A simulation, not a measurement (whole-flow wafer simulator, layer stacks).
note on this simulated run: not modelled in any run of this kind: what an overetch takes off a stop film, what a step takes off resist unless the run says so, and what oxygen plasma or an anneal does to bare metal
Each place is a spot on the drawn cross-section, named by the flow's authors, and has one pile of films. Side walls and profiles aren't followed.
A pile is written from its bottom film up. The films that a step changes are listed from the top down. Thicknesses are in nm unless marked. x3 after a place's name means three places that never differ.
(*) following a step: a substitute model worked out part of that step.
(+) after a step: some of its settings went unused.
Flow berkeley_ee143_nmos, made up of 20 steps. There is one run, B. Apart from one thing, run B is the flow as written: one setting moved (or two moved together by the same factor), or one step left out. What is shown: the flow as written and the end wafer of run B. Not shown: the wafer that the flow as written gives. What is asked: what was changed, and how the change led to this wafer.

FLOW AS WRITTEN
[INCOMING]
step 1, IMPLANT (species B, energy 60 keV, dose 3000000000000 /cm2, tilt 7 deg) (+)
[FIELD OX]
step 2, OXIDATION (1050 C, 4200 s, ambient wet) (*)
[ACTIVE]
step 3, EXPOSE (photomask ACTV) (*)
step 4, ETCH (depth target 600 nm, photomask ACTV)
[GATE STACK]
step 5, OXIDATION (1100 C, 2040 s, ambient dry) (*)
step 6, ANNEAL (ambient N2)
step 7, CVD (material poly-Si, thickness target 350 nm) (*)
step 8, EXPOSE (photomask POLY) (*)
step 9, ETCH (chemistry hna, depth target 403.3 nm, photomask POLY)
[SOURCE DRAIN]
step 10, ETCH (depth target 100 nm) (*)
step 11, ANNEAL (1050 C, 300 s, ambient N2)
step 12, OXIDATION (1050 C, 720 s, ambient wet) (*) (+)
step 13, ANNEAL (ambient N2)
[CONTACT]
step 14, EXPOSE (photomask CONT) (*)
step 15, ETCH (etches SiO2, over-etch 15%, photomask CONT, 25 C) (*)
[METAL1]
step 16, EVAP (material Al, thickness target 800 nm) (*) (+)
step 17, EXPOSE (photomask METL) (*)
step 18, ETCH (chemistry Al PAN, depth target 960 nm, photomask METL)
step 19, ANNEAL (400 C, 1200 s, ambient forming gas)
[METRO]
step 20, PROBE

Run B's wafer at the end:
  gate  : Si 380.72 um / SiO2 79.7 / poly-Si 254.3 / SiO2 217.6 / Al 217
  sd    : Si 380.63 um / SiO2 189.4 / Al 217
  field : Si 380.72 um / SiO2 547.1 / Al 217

What caused this: step 18, ETCH: depth target 583 nm was run, while the flow as written has depth target 960 nm.

How this came from the change, step by step:
  step 18, ETCH (chemistry Al PAN, depth target 960 nm, photomask METL)
      gate, sd, field: Al loses 583 (as written it would have been: Al loses 800 (all of it))
Taking metal films that touch as one body, gate has 1 body; the flow as written gives 0 bodies.
Taking metal films that touch as one body, sd has 1 body; the flow as written gives 0 bodies.
Taking metal films that touch as one body, field has 1 body; the flow as written gives 0 bodies.
